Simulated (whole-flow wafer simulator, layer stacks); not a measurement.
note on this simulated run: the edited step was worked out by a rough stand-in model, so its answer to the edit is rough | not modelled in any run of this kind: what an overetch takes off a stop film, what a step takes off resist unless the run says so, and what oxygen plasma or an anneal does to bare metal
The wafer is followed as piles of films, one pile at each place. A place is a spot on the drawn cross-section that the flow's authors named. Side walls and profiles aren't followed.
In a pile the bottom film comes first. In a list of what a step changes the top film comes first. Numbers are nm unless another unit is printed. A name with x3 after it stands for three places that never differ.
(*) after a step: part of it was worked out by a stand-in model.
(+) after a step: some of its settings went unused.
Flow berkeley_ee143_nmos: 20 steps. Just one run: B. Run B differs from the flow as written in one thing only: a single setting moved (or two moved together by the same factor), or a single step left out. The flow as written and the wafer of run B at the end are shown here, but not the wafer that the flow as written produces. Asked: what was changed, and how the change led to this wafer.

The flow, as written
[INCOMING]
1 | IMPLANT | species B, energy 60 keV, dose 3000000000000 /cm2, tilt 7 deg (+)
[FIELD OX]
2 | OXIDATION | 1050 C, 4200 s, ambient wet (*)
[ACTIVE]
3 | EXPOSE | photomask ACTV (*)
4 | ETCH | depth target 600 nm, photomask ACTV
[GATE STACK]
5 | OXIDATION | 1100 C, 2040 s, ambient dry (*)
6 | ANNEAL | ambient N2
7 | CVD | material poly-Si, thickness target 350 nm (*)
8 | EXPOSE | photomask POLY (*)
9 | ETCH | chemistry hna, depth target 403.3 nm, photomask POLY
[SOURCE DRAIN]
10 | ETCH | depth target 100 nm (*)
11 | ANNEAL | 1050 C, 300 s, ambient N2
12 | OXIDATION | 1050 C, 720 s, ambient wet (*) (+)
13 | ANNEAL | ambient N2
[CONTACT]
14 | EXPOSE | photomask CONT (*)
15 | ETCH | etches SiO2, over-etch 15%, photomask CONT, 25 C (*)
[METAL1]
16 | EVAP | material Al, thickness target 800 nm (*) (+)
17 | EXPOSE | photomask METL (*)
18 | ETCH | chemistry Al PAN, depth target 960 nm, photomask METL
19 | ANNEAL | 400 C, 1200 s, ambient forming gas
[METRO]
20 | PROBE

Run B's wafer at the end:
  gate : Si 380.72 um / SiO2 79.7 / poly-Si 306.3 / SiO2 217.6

Cause: step 7, CVD: thickness target 402 nm was run, while the flow as written has thickness target 350 nm.

How this came from the change, step by step:
  7 | CVD | material poly-Si, thickness target 350 nm (*)
      gate, sd, contact, field: +402 poly-Si (new film) (as written it would have been: +350 poly-Si (new film))
  9 | ETCH | chemistry hna, depth target 403.3 nm, photomask POLY
      sd, contact, field: -402 poly-Si (all of it) (as written it would have been: -350 poly-Si (all of it))
